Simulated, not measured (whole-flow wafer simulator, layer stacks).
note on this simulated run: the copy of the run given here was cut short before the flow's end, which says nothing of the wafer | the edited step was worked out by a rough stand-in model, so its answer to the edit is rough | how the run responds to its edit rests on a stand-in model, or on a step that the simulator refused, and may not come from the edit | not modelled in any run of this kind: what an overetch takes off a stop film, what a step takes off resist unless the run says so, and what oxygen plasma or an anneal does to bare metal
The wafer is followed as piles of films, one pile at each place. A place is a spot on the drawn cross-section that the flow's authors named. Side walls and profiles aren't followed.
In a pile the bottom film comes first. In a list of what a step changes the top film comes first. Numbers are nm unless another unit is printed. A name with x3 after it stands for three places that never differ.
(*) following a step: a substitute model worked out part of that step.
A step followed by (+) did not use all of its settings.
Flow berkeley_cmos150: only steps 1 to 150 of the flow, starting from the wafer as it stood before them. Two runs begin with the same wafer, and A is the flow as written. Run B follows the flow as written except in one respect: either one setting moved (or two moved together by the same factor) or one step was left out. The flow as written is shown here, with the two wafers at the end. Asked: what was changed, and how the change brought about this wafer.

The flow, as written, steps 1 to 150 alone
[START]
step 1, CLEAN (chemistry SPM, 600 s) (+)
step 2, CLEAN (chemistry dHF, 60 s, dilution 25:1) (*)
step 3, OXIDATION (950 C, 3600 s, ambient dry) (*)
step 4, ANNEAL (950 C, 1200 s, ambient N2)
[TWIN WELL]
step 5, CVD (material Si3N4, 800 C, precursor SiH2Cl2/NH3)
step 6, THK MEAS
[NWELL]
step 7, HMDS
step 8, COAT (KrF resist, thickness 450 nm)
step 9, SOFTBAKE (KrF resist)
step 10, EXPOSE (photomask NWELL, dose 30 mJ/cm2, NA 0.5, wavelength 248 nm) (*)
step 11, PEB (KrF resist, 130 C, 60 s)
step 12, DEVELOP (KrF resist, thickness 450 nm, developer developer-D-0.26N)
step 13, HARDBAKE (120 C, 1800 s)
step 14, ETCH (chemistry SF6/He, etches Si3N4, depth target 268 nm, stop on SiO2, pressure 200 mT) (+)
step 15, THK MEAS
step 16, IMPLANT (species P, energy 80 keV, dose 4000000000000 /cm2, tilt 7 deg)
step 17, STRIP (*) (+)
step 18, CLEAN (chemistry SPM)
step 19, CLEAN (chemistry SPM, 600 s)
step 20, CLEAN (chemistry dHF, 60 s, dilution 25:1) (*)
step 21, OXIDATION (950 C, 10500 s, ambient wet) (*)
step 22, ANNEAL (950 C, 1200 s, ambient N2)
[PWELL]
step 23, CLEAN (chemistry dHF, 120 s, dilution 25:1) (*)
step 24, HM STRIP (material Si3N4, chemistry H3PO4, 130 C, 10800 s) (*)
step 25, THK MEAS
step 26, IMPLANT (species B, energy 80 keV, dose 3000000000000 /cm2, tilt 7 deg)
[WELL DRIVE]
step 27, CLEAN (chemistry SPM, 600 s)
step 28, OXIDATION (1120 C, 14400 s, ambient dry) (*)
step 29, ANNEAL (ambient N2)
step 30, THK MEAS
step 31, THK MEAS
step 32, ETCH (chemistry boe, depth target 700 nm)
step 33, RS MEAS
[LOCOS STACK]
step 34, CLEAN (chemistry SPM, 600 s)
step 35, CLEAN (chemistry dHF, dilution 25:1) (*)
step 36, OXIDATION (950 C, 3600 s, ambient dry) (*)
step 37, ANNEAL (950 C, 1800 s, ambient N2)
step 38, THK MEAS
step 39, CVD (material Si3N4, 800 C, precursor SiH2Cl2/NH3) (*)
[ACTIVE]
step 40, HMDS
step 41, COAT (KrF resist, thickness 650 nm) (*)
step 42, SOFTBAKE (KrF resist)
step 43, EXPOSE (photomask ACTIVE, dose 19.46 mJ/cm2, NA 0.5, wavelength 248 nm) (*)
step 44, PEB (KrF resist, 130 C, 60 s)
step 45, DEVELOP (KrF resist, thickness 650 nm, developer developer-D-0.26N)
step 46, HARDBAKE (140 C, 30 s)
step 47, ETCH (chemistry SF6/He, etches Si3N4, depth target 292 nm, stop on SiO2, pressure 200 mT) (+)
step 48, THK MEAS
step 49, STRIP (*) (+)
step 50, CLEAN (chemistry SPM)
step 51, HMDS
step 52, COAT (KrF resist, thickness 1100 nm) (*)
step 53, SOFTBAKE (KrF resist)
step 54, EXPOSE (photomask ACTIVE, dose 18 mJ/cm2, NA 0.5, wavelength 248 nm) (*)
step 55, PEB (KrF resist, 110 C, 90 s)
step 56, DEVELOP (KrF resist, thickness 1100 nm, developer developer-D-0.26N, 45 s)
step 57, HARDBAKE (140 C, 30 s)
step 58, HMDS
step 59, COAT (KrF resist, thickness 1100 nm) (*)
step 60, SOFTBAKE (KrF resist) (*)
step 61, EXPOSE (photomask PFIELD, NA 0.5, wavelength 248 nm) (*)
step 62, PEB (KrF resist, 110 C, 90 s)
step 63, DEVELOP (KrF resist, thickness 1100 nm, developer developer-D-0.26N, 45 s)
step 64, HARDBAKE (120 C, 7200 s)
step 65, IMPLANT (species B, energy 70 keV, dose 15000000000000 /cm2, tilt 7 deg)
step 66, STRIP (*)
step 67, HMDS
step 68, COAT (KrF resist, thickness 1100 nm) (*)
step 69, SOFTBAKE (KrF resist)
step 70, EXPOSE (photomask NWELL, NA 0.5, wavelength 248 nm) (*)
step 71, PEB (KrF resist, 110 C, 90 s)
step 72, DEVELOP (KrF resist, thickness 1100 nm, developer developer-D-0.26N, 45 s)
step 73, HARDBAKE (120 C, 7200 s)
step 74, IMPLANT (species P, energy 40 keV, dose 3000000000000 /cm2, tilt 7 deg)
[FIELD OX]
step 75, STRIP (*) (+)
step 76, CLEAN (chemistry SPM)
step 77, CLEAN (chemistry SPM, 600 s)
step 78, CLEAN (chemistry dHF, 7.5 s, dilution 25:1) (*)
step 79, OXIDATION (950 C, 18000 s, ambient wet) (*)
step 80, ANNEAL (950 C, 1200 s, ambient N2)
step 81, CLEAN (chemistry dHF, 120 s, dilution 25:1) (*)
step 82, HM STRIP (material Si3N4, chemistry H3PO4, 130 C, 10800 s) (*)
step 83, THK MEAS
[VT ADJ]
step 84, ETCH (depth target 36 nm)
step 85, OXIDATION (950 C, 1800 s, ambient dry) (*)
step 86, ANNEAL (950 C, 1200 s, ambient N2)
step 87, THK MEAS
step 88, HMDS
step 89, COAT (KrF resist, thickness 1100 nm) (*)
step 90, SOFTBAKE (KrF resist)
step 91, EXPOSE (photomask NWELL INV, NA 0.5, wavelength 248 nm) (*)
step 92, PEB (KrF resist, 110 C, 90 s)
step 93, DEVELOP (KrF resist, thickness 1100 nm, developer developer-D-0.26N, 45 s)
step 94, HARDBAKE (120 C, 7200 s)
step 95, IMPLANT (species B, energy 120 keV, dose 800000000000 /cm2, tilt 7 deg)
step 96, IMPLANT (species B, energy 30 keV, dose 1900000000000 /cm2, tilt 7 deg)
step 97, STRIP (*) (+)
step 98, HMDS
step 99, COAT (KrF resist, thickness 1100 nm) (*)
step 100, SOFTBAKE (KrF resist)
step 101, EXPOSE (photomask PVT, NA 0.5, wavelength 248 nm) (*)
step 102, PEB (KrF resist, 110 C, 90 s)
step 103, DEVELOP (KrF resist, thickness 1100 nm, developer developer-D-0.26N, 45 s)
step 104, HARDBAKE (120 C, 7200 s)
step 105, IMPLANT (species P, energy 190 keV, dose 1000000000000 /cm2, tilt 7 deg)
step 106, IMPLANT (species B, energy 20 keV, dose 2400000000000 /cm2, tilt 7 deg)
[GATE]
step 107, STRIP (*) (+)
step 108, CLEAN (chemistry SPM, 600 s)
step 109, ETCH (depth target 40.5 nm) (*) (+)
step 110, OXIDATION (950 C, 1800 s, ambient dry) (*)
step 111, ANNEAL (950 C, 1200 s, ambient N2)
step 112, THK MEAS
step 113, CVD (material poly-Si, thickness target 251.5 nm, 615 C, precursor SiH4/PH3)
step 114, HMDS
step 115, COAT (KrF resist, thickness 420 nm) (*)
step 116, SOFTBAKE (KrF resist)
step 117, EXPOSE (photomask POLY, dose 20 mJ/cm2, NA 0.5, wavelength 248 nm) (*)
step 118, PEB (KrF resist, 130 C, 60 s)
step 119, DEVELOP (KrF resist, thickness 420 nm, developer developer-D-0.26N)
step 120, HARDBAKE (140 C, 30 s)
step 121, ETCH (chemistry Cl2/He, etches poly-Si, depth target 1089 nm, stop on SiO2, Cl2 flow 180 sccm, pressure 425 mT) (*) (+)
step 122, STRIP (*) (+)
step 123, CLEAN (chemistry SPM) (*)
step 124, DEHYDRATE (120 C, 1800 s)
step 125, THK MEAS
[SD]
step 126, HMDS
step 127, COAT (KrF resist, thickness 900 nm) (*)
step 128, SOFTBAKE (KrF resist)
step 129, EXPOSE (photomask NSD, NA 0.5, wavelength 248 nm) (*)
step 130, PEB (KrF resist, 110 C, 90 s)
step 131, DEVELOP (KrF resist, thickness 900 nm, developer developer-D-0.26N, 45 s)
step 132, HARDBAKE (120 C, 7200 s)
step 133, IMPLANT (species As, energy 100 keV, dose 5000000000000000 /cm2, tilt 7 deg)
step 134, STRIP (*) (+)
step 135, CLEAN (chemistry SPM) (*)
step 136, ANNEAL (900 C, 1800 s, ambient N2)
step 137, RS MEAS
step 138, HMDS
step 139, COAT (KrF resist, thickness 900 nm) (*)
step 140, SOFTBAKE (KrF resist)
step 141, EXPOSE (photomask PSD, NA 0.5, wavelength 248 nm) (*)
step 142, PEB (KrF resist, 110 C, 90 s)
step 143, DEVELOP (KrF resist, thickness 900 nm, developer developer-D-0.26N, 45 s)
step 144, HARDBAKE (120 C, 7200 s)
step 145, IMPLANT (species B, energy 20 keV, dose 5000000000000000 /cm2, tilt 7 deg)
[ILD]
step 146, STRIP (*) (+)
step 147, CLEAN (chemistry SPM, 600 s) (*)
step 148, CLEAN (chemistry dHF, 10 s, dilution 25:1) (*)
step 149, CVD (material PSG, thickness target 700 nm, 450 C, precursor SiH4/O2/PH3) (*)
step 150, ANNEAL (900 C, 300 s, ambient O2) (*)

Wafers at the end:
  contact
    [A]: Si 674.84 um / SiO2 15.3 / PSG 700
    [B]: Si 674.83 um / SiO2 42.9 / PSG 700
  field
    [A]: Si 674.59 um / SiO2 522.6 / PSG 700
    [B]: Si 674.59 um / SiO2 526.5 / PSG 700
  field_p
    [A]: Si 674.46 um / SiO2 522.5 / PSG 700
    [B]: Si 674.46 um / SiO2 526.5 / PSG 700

The reason: step 110, OXIDATION: 1045 C was run, though the flow has 950 C.

Step by step, how the change led to this:
  step 110, OXIDATION (950 C, 1800 s, ambient dry) (*)
      sd_n, gate_n, sd_p, gate_p, contact, m1: A SiO2 gains 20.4 (new film), Si loses 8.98 | B SiO2 gains 48 (new film), Si loses 21.1
      field, field_p: A SiO2 gains 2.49, Si loses 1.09 | B SiO2 gains 6.43, Si loses 2.83
